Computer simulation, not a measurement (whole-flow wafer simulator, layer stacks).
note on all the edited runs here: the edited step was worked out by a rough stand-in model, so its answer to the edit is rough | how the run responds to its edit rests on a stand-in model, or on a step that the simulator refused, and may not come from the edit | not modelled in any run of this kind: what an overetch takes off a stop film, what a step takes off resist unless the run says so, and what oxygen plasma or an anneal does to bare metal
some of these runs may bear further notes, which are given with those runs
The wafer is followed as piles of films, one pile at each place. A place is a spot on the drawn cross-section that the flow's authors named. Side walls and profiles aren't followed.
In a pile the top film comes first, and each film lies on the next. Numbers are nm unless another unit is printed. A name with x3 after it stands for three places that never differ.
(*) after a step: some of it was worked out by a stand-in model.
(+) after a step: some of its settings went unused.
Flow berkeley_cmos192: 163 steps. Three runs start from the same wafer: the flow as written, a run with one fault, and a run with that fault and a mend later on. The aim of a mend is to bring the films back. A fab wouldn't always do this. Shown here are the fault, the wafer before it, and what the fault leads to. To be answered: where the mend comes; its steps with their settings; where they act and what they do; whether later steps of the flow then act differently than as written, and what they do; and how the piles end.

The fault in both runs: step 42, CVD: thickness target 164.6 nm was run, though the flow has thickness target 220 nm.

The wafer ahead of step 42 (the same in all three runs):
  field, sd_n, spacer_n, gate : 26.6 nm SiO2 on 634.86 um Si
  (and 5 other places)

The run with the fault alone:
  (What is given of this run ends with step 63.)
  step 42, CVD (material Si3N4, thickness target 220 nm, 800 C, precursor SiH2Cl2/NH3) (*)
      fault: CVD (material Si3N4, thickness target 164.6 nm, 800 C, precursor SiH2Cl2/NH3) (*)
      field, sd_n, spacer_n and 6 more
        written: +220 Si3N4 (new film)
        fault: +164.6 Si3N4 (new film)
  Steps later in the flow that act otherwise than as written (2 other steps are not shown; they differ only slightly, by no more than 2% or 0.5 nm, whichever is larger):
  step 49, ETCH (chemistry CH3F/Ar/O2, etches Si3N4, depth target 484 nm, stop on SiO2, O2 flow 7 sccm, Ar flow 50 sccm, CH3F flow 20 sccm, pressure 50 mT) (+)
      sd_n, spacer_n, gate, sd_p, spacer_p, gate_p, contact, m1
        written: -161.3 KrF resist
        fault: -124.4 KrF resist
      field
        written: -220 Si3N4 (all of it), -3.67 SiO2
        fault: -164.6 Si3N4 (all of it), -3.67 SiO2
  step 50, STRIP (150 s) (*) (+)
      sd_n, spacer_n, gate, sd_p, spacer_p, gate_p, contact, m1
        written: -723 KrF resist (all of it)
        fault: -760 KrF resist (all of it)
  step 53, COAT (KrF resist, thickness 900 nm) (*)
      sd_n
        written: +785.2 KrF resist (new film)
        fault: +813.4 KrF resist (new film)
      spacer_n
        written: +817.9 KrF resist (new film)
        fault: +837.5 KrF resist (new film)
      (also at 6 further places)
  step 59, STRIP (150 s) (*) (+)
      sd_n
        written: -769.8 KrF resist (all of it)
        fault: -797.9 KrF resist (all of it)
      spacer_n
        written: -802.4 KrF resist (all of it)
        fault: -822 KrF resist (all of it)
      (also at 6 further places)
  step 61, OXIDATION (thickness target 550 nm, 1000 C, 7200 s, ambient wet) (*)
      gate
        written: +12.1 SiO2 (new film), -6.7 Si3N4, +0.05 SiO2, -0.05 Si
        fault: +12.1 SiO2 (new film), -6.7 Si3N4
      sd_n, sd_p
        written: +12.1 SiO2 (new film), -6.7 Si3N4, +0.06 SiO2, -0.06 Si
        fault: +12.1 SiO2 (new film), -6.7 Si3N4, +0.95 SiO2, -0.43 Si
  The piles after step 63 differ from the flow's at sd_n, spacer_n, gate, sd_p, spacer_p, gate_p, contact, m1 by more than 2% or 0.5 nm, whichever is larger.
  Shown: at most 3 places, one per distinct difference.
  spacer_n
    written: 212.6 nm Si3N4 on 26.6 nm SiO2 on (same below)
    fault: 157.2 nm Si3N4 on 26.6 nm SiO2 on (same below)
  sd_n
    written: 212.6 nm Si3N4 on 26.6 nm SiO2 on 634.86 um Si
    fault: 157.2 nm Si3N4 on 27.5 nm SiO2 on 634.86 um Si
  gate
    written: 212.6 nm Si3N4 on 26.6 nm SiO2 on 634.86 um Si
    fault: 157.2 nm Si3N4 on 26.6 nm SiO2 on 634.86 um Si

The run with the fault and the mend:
  The mend follows step 48.
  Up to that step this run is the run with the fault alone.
  step 48a, STRIP (150 s) (*) (+)
      sd_n, spacer_n, gate, sd_p, spacer_p, gate_p, contact, m1
        -884.4 KrF resist (all of it)
  step 48b, CLEAN (chemistry SPM) (the flow's step 34, run once more)
      alters no film at any place that is followed
  step 48c, CVD (material Si3N4, thickness target 55.44 nm, 800 C, precursor SiH2Cl2/NH3) (*) (the flow's step 42, run once more with other settings)
      field, sd_n, spacer_n and 6 more
        +55.4 Si3N4
  step 48d, HMDS (the flow's step 43, run once more)
      alters no film at any place that is followed
  step 48e, COAT (KrF resist, thickness 900 nm) (the flow's step 44, run once more)
      field, sd_n, spacer_n and 6 more
        +900 KrF resist (new film)
  step 48f, SOFTBAKE (KrF resist) (the flow's step 45, run once more)
      alters no film at any place that is followed
  step 48g, EXPOSE (photomask ACTIVE, dose 18 mJ/cm2, NA 0.5, wavelength 248 nm) (*) (the flow's step 46, run once more)
      alters no film at any place that is followed
  step 48h, PEB (KrF resist, 130 C, 60 s) (the flow's step 47, run once more)
      field, sd_n, spacer_n and 6 more
        -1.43 KrF resist
  step 48i, DEVELOP (KrF resist, thickness 900 nm, developer developer-D-0.26N, 45 s) (the flow's step 48, run once more)
      sd_n, spacer_n, gate, sd_p, spacer_p, gate_p, contact, m1
        -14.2 KrF resist
      field
        -898.6 KrF resist (all of it)
  Later steps of the flow that are run all act as written at every place that is followed, up to a difference of at most 2% or 0.5 nm, whichever is larger.
  The piles end the same as the flow's at every place that both follow.
